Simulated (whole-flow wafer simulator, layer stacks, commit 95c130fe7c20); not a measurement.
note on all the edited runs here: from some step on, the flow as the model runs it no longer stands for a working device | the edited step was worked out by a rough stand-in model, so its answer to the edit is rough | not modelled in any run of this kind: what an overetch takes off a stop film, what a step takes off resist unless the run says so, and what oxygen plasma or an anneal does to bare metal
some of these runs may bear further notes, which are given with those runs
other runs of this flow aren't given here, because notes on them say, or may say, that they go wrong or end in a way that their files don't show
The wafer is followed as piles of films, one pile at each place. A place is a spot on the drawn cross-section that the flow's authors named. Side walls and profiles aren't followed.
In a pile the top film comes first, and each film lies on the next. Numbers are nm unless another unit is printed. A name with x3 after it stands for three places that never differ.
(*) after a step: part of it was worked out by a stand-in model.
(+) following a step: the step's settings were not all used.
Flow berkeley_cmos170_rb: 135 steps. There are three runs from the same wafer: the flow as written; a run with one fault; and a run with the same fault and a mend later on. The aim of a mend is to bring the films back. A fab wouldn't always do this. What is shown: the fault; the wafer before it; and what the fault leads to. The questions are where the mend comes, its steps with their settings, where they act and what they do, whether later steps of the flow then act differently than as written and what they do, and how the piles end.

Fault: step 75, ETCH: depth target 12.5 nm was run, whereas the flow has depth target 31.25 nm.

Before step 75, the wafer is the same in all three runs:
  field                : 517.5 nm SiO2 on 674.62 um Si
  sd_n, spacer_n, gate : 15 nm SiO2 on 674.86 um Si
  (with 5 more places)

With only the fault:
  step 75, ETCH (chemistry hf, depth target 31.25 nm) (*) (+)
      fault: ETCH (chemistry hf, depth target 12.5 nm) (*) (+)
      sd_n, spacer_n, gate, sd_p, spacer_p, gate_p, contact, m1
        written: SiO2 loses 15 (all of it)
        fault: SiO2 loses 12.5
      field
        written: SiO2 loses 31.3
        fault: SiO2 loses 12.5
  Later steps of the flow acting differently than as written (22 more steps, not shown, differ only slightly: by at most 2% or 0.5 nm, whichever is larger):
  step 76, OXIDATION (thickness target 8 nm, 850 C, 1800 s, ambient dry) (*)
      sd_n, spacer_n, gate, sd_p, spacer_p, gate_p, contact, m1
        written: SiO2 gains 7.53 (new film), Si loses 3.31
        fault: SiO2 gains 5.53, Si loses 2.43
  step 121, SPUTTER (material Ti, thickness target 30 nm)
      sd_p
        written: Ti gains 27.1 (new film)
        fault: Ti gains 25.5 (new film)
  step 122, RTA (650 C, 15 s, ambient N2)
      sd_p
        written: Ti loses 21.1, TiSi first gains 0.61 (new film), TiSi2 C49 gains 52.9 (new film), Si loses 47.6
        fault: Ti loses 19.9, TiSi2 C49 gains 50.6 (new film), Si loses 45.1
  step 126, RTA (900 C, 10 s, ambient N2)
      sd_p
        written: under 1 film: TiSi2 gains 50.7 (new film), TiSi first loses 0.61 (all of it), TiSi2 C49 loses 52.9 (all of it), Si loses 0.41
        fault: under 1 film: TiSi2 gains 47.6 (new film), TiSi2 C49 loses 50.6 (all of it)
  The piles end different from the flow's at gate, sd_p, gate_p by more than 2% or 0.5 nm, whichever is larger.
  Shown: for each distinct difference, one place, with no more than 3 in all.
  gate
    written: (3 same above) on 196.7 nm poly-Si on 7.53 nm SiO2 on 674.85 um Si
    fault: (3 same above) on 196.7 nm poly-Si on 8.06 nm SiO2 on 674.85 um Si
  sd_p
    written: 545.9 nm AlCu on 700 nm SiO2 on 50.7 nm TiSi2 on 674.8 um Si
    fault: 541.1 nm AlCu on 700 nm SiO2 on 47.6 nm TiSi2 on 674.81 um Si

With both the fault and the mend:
  The mend follows step 75.
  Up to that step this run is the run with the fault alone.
  step 75a, ETCH (chemistry hf, depth target 18.75 nm) (*) (+) (a further turn of the flow's step 75, with different settings)
      sd_n, spacer_n, gate, sd_p, spacer_p, gate_p, contact, m1
        SiO2 loses 2.54 (all of it)
      field
        SiO2 loses 18.8
  None of the later steps of the flow differs from how it acts as written, at any place that is followed, by more than 2% or 0.5 nm, whichever is larger.
  By the end, the piles equal the flow's at every place that both follow.
